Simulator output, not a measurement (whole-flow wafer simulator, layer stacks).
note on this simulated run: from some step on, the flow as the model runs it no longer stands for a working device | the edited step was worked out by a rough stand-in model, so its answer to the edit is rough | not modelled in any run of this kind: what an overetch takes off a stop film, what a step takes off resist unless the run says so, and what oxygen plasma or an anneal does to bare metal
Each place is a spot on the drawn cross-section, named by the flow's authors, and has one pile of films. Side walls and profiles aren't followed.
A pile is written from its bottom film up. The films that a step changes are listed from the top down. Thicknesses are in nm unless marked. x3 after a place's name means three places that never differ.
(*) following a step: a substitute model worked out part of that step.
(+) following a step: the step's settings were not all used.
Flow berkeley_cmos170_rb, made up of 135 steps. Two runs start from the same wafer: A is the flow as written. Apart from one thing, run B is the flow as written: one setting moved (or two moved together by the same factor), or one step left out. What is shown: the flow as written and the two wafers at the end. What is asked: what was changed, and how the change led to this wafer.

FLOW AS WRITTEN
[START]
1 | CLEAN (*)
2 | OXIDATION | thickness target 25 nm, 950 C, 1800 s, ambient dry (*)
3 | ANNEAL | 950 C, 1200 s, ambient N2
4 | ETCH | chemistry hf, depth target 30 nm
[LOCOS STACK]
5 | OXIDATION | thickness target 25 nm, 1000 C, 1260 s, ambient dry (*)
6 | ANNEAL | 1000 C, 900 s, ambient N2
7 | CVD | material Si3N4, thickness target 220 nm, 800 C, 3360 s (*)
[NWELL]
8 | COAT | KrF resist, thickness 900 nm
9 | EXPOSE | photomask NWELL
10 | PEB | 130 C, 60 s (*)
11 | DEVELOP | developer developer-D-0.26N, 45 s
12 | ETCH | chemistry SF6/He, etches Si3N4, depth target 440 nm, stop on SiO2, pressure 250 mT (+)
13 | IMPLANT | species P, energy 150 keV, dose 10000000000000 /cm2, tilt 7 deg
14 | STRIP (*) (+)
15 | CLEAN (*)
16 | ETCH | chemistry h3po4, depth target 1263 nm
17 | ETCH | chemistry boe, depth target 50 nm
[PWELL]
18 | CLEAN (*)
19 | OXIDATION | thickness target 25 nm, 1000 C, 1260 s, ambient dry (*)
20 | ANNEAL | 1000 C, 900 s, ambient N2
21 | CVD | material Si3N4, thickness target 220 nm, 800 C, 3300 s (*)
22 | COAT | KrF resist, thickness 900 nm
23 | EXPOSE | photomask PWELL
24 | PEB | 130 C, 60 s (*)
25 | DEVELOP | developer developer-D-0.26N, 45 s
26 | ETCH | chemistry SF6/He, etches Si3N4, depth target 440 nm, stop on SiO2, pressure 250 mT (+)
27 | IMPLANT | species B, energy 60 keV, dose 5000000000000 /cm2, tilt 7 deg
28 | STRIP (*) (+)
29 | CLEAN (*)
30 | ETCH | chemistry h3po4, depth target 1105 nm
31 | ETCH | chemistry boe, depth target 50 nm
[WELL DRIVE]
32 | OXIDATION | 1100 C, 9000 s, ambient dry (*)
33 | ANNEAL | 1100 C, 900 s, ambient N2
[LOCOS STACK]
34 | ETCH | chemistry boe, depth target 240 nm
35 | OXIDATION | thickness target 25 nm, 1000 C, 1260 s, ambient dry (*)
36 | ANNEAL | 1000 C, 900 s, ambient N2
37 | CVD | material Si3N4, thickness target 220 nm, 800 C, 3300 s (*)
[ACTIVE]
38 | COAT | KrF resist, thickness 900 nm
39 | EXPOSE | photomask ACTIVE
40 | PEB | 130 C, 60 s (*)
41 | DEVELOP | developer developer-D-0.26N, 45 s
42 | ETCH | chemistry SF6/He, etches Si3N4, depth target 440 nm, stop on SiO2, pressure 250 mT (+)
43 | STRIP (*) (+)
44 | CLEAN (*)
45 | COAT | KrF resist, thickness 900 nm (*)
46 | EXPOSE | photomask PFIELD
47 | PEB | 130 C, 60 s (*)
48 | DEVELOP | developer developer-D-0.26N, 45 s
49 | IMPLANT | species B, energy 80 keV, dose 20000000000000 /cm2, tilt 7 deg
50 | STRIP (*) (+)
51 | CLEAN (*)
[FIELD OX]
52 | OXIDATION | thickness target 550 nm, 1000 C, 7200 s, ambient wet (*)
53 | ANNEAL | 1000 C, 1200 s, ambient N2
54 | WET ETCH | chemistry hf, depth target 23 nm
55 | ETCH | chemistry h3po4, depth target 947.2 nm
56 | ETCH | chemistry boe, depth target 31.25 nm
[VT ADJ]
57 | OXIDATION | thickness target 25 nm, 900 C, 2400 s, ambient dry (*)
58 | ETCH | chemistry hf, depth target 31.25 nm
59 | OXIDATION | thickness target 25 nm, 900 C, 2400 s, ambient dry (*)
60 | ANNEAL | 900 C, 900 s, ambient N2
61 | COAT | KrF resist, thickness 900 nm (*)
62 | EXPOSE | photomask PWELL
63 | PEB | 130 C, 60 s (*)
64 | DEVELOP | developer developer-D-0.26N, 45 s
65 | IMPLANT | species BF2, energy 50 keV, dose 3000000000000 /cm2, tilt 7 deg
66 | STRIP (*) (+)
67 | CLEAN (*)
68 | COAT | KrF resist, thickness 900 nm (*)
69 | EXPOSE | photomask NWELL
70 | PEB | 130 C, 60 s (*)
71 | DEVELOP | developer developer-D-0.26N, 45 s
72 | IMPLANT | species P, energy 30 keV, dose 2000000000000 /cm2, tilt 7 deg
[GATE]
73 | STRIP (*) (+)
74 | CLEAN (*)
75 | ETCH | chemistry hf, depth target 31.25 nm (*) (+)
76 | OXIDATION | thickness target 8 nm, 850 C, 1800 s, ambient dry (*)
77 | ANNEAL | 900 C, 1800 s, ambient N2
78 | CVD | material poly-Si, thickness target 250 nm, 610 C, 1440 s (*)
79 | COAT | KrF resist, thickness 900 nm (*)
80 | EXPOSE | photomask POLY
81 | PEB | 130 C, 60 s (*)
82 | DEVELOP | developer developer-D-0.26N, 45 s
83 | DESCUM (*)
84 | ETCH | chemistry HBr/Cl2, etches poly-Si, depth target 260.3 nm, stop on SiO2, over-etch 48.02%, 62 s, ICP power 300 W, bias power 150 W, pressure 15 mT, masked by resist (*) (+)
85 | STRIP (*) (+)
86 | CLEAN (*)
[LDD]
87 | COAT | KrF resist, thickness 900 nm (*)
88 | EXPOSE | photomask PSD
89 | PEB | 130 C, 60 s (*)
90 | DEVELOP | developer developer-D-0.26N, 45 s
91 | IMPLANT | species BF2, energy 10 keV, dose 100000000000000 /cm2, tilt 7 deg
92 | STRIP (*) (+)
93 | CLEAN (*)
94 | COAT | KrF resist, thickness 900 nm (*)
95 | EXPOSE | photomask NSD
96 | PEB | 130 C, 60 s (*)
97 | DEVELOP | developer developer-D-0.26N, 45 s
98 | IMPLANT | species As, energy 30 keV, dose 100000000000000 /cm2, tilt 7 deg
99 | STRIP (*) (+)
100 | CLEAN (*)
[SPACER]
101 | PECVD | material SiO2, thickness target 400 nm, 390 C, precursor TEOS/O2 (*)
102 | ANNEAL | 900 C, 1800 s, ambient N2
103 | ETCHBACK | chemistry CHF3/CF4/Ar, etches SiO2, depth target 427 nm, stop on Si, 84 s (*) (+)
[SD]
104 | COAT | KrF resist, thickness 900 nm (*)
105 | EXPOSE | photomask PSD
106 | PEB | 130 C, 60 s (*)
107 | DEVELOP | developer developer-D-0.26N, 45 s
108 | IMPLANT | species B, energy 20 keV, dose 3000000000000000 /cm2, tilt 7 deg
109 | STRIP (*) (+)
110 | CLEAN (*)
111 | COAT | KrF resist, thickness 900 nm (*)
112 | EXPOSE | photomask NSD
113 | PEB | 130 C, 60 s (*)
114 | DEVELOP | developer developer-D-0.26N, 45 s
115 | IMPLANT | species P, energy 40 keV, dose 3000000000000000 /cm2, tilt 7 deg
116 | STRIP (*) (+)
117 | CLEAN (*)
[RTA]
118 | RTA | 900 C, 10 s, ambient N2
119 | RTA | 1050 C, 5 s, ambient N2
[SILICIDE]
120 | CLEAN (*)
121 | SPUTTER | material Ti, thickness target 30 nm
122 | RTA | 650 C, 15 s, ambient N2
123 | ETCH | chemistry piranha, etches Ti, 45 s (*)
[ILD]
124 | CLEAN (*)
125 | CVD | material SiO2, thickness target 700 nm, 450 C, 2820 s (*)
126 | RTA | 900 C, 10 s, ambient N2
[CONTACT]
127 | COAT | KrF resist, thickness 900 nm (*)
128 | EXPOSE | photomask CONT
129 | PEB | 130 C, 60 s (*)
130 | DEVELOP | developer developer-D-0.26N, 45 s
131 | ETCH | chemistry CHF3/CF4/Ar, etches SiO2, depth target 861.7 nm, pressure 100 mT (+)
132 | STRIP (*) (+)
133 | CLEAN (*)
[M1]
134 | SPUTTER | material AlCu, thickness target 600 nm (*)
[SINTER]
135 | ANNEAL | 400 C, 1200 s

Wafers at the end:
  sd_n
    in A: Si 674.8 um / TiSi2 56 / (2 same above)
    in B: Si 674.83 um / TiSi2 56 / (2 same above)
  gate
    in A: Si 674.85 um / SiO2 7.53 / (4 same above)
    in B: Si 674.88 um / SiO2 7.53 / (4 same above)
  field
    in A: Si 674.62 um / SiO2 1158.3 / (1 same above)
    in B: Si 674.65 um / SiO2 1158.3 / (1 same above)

Cause: step 32, OXIDATION: 4500 s was run, whereas the flow has 9000 s.

The path from the change to this, step by step:
  32 | OXIDATION | 1100 C, 9000 s, ambient dry (*)
      field, sd_n, spacer_n and 6 more: A +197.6 SiO2 (new film), -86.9 Si | B +129.1 SiO2 (new film), -56.8 Si
  34 | ETCH | chemistry boe, depth target 240 nm
      field, sd_n, spacer_n and 6 more: A -197.6 SiO2 (all of it) | B -129.1 SiO2 (all of it)
